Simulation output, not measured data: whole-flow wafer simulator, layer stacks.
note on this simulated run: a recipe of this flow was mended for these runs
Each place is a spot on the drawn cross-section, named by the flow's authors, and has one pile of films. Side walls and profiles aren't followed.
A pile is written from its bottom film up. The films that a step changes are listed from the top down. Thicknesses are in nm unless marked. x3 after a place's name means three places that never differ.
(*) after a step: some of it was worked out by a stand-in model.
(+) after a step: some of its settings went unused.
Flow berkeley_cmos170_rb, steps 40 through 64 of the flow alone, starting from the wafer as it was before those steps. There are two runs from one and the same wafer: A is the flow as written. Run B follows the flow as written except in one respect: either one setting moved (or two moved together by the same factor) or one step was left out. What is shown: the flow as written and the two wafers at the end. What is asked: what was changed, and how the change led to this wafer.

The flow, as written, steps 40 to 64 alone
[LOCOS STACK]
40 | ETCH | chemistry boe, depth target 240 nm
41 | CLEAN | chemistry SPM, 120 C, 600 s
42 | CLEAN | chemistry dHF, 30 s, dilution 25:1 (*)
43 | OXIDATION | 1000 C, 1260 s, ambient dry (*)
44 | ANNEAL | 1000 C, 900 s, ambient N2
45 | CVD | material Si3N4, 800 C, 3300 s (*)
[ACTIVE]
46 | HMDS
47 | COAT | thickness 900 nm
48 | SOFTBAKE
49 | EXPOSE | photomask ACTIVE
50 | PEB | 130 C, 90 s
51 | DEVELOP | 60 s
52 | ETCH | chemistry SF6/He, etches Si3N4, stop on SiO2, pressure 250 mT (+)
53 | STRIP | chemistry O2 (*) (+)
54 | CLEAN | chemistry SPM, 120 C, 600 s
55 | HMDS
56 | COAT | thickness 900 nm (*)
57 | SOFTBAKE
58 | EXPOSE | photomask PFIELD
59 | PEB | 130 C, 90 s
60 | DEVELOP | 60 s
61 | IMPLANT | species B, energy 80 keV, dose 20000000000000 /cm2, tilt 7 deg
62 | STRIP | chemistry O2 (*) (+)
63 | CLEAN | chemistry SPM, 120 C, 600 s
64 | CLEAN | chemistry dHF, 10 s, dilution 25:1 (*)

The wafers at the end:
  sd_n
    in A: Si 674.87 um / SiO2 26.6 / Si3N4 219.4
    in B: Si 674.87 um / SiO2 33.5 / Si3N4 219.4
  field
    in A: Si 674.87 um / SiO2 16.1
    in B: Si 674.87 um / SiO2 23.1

What caused this: step 43, OXIDATION: 1027 C was run, whereas the flow has 1000 C.

Step by step, how the change led to this:
  43 | OXIDATION | 1000 C, 1260 s, ambient dry (*)
      field, sd_n, spacer_n and 6 more: A +26.6 SiO2 (new film), -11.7 Si | B +33.5 SiO2 (new film), -14.8 Si
